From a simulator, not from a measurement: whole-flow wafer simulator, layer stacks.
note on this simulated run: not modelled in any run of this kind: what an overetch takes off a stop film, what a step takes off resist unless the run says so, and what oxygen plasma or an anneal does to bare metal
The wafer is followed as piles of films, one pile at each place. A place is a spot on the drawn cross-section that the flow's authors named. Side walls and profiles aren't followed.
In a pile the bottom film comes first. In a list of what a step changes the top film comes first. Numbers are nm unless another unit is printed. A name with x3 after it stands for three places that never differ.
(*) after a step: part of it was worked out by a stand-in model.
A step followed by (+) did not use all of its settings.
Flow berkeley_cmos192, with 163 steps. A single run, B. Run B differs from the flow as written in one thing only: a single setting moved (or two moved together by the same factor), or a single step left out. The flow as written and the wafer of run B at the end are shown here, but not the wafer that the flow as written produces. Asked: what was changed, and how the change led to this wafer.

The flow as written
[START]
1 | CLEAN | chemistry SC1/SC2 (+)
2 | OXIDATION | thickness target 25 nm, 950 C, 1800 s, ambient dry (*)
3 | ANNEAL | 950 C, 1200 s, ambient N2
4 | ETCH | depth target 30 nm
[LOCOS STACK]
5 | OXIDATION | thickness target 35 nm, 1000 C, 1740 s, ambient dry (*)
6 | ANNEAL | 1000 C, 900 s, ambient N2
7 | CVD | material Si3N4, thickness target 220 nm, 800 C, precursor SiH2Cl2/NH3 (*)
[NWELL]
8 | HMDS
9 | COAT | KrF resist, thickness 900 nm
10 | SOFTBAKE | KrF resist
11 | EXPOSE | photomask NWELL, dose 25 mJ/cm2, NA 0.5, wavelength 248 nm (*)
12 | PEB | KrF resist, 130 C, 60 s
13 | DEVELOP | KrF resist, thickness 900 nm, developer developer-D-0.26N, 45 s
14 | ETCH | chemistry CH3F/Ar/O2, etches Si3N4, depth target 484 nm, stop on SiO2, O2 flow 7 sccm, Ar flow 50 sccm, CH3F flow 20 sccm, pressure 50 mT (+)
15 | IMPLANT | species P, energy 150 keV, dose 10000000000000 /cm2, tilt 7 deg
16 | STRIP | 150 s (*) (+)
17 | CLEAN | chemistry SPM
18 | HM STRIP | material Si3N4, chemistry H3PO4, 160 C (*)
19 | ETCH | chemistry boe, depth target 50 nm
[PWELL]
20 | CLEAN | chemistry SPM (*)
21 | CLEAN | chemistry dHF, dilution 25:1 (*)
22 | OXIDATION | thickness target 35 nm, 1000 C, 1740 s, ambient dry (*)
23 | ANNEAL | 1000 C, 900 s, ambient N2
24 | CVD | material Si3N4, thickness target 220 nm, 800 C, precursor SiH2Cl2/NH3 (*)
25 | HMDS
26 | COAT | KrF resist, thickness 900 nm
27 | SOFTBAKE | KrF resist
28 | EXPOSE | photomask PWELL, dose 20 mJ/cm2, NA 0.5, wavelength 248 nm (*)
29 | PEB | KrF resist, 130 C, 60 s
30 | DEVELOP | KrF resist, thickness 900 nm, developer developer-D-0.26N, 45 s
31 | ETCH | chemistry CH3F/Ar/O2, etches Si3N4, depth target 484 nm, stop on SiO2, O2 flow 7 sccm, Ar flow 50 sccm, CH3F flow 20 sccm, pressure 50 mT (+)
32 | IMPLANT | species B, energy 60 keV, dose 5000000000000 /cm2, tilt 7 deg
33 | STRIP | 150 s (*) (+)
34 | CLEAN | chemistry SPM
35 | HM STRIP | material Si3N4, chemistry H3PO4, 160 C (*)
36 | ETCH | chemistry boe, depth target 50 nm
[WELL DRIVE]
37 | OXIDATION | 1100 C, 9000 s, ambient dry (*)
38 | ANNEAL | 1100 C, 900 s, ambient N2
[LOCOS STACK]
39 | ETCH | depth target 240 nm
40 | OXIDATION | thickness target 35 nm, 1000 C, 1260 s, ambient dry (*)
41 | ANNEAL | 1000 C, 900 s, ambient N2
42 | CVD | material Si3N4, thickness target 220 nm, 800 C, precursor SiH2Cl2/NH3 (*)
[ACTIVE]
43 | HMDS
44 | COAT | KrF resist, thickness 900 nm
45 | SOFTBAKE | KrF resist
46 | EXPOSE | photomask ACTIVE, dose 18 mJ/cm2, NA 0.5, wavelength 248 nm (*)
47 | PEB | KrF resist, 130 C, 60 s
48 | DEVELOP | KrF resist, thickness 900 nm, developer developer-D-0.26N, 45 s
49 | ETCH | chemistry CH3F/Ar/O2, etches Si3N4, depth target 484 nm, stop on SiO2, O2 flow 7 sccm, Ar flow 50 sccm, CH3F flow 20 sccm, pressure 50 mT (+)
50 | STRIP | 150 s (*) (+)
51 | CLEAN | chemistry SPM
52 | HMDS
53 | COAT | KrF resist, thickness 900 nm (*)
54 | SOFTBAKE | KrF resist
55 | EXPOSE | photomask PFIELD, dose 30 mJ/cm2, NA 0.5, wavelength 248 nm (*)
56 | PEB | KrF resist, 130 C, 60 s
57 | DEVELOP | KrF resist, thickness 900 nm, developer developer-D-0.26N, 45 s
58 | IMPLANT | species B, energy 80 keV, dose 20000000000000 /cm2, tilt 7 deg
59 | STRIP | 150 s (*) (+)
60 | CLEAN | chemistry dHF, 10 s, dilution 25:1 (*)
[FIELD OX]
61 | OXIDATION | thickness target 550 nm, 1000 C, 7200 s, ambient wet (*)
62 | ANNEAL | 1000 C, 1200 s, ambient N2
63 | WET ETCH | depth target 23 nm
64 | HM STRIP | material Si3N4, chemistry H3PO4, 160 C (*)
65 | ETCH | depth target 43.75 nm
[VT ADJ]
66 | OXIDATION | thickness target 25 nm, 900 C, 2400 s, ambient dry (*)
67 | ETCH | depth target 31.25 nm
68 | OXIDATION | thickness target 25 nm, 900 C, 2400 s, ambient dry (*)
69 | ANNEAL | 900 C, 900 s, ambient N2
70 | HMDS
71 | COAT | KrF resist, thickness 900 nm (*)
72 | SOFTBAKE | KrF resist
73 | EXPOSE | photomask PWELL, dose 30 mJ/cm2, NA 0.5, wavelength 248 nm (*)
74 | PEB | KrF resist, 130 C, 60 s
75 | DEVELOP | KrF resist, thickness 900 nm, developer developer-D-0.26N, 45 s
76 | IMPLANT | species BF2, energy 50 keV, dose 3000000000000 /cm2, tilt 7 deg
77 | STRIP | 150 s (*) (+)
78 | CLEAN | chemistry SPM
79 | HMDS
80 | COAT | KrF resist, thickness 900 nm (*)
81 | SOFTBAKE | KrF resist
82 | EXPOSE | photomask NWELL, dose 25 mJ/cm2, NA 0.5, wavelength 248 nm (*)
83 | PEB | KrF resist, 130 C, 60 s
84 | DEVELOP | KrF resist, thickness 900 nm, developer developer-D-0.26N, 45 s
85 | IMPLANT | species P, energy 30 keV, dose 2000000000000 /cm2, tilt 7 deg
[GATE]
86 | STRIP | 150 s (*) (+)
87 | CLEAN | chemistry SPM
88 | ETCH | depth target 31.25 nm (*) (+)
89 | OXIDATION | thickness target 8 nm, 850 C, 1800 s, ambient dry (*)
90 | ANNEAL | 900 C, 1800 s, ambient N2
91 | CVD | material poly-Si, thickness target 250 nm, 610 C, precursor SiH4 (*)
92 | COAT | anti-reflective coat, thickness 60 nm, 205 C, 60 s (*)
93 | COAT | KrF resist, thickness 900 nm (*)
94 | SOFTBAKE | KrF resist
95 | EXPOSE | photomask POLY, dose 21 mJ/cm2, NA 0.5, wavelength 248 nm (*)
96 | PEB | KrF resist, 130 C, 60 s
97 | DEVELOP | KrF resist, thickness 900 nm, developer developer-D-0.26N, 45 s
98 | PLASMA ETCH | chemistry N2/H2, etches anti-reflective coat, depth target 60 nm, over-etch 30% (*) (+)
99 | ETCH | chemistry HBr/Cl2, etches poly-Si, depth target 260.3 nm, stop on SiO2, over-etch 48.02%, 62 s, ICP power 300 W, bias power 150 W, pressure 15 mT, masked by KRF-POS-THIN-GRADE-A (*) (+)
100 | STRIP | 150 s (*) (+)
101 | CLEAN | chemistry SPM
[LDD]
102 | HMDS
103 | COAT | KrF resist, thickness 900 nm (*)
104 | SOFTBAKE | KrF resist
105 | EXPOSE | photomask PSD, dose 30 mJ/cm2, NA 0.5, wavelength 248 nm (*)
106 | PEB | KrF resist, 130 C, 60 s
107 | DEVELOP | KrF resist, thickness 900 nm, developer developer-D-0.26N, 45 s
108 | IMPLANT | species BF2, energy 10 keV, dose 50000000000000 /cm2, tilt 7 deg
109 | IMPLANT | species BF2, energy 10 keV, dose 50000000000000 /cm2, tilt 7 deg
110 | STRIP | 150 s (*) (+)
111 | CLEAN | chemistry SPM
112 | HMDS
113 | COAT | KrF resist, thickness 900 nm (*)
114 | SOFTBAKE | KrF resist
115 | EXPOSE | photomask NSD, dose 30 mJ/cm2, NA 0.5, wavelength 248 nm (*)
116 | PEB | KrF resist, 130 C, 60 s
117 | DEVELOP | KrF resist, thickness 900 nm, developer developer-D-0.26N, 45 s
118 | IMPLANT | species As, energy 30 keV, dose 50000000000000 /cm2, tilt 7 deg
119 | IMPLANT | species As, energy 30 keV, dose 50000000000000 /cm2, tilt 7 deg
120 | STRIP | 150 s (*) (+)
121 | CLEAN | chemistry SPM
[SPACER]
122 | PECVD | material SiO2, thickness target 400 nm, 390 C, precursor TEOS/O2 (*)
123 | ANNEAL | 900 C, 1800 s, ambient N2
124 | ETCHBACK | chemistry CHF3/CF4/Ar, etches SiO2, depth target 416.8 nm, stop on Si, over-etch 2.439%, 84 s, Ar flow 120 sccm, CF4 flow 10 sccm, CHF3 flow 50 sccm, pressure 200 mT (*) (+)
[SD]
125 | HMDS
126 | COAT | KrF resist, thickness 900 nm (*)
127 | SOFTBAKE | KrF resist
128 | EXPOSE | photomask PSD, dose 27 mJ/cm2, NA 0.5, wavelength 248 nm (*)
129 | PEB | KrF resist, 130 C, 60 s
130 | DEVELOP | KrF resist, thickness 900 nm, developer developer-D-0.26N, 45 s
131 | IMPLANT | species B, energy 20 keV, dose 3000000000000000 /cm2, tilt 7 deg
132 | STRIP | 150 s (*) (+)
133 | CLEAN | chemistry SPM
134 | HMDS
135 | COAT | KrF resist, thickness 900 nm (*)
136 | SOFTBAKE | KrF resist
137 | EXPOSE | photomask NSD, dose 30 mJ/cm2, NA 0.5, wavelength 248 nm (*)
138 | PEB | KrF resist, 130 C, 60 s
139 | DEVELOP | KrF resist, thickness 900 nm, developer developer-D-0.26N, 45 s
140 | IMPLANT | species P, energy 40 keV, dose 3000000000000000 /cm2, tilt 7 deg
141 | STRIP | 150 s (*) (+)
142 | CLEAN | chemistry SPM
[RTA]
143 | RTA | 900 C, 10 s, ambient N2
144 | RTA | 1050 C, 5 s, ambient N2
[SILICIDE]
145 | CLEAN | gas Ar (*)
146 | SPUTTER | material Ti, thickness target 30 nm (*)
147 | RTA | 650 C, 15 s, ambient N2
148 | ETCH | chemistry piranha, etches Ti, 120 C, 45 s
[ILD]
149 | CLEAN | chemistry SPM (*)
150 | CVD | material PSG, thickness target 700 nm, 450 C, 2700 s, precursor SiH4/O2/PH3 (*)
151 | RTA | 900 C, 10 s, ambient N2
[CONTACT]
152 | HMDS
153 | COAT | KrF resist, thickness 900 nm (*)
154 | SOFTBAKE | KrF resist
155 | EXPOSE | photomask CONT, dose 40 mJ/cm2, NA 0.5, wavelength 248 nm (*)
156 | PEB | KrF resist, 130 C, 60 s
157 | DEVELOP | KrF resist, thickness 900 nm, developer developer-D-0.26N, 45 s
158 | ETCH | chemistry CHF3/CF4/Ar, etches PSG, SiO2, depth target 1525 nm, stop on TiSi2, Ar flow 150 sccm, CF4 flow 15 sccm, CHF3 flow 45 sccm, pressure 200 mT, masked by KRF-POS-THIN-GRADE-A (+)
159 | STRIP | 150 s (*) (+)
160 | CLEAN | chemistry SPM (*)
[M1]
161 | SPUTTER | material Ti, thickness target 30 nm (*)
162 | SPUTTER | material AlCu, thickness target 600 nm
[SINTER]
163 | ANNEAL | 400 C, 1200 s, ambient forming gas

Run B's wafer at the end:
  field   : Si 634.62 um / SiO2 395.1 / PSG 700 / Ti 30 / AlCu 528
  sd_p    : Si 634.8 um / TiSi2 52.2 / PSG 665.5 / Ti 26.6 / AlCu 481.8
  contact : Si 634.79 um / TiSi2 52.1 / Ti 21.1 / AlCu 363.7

The reason: step 162, SPUTTER: thickness target 528 nm was run, though the flow has thickness target 600 nm.
The wafer lets one read it off: field has AlCu 528, and step 162 as written asks for 600 nm.

The path from the change to this, step by step:
  162 | SPUTTER | material AlCu, thickness target 600 nm
      field, sd_n, spacer_n, gate, spacer_p, gate_p, m1: +528 AlCu (new film) (it would be, as written: +600 AlCu (new film))
      sd_p: +481.8 AlCu (new film) (it would be, as written: +551.2 AlCu (new film))
      (and at 1 other place as well)
